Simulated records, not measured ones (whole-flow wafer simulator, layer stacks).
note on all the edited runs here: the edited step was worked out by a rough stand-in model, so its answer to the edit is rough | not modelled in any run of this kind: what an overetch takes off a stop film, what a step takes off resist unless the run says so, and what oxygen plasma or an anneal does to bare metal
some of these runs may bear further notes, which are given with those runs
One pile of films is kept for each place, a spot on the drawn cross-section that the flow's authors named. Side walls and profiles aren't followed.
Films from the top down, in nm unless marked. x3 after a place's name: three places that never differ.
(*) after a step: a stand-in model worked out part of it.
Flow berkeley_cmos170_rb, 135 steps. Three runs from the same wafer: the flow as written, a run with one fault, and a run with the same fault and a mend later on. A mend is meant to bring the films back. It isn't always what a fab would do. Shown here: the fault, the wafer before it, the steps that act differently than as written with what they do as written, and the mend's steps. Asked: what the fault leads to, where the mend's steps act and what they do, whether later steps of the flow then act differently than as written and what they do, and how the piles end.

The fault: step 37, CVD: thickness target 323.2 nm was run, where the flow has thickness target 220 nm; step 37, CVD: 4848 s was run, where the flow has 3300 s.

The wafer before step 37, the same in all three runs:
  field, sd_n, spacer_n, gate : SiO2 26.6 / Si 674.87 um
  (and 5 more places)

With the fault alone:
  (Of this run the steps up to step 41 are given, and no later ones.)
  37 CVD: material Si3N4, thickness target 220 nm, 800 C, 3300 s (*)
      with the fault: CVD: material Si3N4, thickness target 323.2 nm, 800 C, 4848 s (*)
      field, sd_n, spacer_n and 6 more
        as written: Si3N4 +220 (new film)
        with the fault: Si3N4 +323.2 (new film)
  No later step of the flow up to step 41 acts differently than as written at any place that is followed.
  After step 41 the piles differ from the flow's by more than 2% or 0.5 nm, whichever is larger, at field, sd_n, spacer_n and 6 more.
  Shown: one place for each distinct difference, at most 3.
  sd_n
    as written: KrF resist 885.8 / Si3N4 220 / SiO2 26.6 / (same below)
    with the fault: KrF resist 885.8 / Si3N4 323.2 / SiO2 26.6 / (same below)
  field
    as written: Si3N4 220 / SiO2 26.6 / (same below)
    with the fault: Si3N4 323.2 / SiO2 26.6 / (same below)

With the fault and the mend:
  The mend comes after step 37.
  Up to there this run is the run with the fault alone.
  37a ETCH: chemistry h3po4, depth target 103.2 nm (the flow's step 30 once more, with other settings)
      field, sd_n, spacer_n and 6 more
        Si3N4 -103.2
  No later step of the flow acts differently than as written at any place that is followed.
  At the end the piles are the same as the flow's at every place that both follow.
